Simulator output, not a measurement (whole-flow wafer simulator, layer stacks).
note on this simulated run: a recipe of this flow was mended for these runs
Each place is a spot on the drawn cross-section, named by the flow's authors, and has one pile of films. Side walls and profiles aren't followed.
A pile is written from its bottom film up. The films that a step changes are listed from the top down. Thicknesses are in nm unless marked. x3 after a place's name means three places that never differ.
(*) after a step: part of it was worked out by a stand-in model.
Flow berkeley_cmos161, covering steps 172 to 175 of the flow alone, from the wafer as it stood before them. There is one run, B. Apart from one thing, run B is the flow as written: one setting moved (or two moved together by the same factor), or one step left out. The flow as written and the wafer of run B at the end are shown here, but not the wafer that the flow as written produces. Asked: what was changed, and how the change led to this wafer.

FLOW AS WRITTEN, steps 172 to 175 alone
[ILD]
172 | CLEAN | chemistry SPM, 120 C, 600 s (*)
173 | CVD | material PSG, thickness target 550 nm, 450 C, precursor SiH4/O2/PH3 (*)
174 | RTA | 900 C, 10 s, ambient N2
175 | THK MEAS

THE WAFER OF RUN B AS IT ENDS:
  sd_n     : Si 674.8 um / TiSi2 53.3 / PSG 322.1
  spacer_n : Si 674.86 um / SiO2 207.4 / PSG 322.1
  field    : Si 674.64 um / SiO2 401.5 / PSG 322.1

The reason: step 173, CVD: 382 C was run, whereas the flow has 450 C.

How this came from the change, step by step:
  173 | CVD | material PSG, thickness target 550 nm, 450 C, precursor SiH4/O2/PH3 (*)
      field, sd_n, spacer_n, gate_n, spacer_p, gate_p, contact x2: PSG gains 322.1 (new film) (it would be, as written: PSG gains 550 (new film))
      sd_p: PSG gains 307.7 (new film) (it would be, as written: PSG gains 522.4 (new film))
